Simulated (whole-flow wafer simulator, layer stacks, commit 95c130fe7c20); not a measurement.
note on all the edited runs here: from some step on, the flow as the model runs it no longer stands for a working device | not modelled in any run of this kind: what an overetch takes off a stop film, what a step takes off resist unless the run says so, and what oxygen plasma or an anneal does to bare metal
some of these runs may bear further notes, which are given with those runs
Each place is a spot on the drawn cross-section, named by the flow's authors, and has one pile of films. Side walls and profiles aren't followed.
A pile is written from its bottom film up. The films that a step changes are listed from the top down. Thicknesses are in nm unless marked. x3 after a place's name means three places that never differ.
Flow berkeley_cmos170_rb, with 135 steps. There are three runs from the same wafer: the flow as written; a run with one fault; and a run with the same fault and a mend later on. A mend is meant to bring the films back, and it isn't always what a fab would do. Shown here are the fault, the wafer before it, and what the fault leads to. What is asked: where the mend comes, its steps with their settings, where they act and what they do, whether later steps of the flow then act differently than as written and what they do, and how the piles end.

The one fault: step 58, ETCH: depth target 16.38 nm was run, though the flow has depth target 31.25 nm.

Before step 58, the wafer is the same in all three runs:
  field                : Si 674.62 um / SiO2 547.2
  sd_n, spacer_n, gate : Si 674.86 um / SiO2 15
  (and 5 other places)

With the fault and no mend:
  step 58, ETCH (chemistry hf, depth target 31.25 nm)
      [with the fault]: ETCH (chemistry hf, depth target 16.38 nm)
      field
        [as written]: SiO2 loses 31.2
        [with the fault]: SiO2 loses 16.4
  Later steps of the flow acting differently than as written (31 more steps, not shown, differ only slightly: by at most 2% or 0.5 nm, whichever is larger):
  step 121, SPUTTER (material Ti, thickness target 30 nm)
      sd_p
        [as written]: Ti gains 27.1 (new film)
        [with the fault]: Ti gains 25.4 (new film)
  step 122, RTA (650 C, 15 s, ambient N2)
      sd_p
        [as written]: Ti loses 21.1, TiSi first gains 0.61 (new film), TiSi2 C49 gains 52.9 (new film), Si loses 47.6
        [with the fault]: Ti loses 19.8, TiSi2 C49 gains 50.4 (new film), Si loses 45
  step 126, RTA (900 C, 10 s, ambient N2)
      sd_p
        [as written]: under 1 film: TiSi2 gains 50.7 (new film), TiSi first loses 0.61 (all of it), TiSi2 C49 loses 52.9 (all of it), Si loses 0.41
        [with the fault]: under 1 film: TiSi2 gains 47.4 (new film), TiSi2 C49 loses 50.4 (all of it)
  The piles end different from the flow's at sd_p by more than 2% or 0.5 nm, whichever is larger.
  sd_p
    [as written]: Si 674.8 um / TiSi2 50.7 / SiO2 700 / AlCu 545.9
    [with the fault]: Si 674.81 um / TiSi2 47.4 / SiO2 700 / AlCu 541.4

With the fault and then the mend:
  The mend stands after step 58.
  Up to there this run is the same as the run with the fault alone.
  step 58a, ETCH (chemistry hf, depth target 14.88 nm) (the flow's step 58, run once more with other settings)
      field
        SiO2 loses 14.9
  None of the later steps of the flow differs from how it acts as written, at any place that is followed, by more than 2% or 0.5 nm, whichever is larger.
  At every place that both follow, the piles at the end match the flow's.
